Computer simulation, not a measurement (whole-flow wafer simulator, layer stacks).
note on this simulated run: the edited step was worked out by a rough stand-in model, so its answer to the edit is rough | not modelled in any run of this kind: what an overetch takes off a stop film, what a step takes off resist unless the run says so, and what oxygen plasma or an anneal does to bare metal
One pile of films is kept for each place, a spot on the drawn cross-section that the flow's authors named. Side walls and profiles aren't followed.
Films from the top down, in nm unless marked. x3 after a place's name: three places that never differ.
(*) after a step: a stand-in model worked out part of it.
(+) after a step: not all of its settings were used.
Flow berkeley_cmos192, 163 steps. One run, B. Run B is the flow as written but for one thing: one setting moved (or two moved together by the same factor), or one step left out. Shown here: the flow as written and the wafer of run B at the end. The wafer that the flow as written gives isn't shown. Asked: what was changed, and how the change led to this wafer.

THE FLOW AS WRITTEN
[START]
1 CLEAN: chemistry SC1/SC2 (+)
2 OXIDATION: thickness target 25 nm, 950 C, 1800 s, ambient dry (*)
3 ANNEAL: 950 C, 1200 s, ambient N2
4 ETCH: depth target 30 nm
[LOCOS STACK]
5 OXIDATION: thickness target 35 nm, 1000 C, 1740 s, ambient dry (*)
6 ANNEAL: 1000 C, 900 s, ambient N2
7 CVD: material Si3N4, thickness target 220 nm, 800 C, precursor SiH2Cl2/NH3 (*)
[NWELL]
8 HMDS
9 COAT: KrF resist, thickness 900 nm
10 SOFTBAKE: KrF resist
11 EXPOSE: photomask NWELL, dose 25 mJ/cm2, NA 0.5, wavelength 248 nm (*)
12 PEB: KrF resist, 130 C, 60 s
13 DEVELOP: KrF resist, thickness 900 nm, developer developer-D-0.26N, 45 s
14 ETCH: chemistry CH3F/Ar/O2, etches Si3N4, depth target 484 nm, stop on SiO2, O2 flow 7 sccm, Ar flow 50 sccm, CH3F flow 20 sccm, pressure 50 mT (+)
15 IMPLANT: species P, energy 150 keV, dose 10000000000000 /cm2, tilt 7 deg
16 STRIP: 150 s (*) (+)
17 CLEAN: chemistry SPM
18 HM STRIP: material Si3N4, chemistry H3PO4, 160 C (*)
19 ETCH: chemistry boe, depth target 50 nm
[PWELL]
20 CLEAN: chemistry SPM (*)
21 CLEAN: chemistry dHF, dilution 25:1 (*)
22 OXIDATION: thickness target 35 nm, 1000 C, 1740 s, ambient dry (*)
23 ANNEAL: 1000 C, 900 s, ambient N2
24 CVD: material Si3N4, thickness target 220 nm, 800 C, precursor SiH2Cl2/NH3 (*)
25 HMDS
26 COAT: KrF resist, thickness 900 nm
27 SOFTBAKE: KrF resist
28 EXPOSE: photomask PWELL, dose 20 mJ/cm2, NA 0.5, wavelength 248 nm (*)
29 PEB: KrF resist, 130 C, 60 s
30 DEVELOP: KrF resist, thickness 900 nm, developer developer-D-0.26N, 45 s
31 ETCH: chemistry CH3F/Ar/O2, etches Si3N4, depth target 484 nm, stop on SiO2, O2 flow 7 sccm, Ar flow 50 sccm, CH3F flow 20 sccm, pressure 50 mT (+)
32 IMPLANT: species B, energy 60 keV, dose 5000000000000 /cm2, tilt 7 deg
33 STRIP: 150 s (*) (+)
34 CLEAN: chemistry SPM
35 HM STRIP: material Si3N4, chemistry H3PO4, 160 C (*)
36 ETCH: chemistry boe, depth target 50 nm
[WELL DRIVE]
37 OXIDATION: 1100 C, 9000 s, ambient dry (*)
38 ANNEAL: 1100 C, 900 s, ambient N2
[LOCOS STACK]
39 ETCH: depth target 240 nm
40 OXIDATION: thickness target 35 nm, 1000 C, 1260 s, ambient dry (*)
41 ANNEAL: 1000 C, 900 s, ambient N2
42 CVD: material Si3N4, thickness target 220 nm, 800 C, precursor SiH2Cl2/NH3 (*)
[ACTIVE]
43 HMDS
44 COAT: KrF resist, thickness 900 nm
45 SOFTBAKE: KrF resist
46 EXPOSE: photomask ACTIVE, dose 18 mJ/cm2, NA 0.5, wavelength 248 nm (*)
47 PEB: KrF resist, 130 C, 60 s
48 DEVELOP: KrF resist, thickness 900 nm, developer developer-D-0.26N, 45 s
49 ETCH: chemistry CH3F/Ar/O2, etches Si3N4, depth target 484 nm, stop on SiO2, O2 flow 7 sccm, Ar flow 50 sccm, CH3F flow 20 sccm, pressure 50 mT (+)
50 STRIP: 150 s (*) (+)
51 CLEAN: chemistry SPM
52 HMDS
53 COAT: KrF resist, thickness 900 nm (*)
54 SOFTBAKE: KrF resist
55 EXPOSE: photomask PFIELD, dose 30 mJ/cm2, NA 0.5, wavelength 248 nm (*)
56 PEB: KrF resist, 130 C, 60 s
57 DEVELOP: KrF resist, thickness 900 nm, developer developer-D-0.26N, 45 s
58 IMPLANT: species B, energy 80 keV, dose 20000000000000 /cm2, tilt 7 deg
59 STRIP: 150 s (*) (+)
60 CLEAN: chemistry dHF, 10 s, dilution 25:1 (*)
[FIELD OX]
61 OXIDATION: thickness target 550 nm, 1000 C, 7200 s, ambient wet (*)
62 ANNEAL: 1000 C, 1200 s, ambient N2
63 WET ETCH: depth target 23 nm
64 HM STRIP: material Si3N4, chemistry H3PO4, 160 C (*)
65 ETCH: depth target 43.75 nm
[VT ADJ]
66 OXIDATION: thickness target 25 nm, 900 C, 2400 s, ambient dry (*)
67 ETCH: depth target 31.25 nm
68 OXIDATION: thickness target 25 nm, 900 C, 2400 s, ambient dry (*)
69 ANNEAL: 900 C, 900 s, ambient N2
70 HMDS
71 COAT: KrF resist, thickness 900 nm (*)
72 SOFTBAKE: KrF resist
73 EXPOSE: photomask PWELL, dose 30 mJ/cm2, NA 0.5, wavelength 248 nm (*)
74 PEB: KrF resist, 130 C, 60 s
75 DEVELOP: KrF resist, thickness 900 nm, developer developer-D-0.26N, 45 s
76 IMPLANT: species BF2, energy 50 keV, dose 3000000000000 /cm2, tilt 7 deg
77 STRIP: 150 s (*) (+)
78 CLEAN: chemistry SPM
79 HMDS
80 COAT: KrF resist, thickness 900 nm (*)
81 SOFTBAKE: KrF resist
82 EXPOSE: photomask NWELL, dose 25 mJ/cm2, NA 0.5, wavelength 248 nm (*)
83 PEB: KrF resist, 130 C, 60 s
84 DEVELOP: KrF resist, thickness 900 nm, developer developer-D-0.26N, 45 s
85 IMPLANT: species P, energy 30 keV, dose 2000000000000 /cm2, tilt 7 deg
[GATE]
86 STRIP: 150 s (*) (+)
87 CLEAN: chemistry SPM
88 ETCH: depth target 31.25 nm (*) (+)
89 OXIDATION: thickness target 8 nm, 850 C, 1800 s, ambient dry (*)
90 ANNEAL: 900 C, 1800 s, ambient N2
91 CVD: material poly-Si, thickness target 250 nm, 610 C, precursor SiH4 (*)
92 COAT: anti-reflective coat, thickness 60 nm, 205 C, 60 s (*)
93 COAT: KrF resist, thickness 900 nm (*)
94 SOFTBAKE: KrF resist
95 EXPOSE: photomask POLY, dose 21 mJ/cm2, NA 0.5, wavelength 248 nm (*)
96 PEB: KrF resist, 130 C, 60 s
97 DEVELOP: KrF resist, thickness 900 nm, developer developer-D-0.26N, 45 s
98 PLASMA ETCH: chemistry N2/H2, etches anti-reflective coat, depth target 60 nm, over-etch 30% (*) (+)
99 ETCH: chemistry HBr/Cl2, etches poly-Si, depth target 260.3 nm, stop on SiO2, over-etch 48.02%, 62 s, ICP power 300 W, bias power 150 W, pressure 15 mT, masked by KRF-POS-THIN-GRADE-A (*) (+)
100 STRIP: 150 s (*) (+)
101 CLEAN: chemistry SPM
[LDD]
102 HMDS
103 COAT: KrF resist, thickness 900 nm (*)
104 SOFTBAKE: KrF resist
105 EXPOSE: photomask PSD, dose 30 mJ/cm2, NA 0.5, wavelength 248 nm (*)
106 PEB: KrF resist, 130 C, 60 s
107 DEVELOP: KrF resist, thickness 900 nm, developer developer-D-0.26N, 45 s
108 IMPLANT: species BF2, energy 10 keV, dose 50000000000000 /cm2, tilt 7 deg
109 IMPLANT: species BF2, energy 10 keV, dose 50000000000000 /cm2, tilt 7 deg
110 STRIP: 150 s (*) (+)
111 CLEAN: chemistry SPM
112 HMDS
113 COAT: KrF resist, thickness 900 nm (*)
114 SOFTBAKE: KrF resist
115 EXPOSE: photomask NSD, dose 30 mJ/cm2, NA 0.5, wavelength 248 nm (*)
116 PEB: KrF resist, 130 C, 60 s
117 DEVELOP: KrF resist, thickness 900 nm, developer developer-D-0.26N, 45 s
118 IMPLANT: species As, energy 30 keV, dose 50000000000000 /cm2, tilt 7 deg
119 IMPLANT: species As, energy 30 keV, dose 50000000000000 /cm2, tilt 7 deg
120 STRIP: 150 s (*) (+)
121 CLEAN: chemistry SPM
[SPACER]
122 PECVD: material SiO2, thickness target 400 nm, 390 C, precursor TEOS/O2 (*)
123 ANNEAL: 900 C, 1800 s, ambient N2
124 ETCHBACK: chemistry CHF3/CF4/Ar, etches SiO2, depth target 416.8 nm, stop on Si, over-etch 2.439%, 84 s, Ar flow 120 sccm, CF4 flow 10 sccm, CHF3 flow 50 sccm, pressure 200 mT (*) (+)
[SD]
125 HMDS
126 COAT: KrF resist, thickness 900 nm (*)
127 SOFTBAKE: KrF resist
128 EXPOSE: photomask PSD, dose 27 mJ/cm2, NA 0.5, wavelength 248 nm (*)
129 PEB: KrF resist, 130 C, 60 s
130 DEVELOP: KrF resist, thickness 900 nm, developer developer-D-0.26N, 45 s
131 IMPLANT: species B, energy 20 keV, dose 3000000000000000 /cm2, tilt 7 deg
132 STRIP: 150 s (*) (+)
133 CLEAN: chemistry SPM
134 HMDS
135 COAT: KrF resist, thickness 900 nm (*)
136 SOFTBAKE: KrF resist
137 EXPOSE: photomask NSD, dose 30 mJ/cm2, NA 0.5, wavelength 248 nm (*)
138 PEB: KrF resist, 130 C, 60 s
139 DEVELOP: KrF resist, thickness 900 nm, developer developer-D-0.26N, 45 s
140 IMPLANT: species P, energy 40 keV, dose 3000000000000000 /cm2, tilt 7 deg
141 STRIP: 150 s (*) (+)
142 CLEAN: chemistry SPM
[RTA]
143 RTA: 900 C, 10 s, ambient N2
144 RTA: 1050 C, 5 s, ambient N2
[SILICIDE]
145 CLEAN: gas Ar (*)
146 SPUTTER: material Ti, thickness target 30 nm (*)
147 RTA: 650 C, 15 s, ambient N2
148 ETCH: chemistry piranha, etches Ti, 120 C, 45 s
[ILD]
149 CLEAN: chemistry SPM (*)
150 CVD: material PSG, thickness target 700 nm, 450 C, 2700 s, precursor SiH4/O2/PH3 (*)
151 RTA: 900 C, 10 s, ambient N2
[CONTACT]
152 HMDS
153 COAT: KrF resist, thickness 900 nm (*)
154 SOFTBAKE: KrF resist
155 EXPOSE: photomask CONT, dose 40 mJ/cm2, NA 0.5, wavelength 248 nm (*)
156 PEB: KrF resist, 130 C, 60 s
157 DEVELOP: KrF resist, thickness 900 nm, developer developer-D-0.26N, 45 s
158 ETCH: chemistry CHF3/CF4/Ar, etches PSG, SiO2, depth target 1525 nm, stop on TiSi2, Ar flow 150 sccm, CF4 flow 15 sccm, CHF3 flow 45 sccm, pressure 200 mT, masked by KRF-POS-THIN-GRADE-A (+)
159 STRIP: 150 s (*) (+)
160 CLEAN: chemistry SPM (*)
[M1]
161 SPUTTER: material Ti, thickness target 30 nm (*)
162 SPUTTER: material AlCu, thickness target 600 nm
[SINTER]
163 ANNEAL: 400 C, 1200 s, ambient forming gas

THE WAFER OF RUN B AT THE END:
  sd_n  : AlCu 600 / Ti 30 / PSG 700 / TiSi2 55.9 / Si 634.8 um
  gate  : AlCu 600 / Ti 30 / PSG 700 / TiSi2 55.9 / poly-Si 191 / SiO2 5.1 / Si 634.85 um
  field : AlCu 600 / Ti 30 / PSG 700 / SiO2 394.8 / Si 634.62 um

The cause: step 89, OXIDATION: 900 s was run, where the flow has 1800 s.

How the change led to this, step by step:
  89 OXIDATION: thickness target 8 nm, 850 C, 1800 s, ambient dry (*)
      sd_n, spacer_n, gate, sd_p, spacer_p, gate_p, contact, m1: SiO2 +5.1 (new film), Si -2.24 (as written it would be: SiO2 +7.48 (new film), Si -3.29)
